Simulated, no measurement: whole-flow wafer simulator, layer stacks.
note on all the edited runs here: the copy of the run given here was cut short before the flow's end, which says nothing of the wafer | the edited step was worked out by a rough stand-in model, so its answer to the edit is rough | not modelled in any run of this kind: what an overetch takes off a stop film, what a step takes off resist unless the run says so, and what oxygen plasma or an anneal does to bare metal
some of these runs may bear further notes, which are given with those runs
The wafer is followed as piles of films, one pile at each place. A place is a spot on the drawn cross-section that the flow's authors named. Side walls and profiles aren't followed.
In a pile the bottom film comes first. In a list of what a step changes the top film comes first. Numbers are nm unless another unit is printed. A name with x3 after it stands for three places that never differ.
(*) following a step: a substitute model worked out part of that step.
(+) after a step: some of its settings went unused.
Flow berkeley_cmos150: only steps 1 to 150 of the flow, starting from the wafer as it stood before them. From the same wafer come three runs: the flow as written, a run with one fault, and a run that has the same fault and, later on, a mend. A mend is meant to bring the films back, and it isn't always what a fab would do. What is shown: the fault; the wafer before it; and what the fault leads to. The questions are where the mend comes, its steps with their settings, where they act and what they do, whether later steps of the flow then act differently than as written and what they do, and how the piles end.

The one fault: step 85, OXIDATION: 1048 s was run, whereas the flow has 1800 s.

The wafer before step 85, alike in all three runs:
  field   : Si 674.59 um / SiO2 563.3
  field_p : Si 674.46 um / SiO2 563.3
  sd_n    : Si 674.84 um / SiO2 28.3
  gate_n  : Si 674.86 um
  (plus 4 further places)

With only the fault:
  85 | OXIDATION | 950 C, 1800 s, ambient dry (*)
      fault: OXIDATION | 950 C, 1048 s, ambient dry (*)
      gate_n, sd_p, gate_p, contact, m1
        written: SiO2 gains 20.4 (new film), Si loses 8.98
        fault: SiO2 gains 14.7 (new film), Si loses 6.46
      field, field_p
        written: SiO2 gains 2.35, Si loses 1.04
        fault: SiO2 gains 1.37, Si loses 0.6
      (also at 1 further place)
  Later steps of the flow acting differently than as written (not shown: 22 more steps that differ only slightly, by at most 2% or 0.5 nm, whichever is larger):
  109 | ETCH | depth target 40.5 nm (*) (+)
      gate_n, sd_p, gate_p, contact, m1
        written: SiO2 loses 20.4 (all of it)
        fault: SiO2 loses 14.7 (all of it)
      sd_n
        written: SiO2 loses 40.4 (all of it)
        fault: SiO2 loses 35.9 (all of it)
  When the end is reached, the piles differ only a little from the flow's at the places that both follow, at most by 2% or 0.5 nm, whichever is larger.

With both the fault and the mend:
  The mend stands after step 94.
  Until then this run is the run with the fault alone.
  94a | STRIP (*) (+)
      field_p
        KrF resist loses 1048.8 (all of it)
      sd_p
        KrF resist loses 1274.8 (all of it)
      gate_p
        KrF resist loses 1249.5 (all of it)
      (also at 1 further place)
  94b | CLEAN | chemistry SPM, 600 s (a further turn of the flow's step 77)
      alters no film at any place that is followed
  94c | OXIDATION | 950 C, 653 s, ambient dry (*) (a further turn of the flow's step 85, with different settings)
      gate_n, sd_p, gate_p, contact, m1
        SiO2 gains 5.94, Si loses 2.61
      field, field_p
        SiO2 gains 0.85, Si loses 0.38
      sd_n
        SiO2 gains 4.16, Si loses 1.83
  94d | HMDS (a further turn of the flow's step 88)
      alters no film at any place that is followed
  94e | COAT | KrF resist, thickness 1100 nm (*) (a further turn of the flow's step 89)
      field
        KrF resist gains 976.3 (new film)
      field_p
        KrF resist gains 1087.8 (new film)
      sd_n
        KrF resist gains 1243.1 (new film)
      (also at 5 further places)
  94f | SOFTBAKE | KrF resist (a further turn of the flow's step 90)
      alters no film at any place that is followed
  94g | EXPOSE | photomask NWELL INV, NA 0.5, wavelength 248 nm (*) (a further turn of the flow's step 91)
      alters no film at any place that is followed
  94h | PEB | KrF resist, 110 C, 90 s (a further turn of the flow's step 92)
      field
        KrF resist loses 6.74
      field_p
        KrF resist loses 7.53
      sd_n
        KrF resist loses 8.63
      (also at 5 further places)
  94i | DEVELOP | KrF resist, thickness 1100 nm, developer developer-D-0.26N, 45 s (a further turn of the flow's step 93)
      field_p, sd_p, gate_p, m1
        KrF resist loses 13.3
      field
        KrF resist loses 969.5 (all of it)
      sd_n
        KrF resist loses 1234.5 (all of it)
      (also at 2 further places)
  94j | HARDBAKE | 120 C, 7200 s (a further turn of the flow's step 94)
      field_p
        KrF resist loses 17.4
      sd_p
        KrF resist loses 21.4
      gate_p
        KrF resist loses 20.9
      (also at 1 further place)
  Every later step of the flow that is run acts as written, at every place that is followed, to within 2% or 0.5 nm, whichever is larger.
  When the end is reached, the piles differ only a little from the flow's at the places that both follow, at most by 2% or 0.5 nm, whichever is larger.
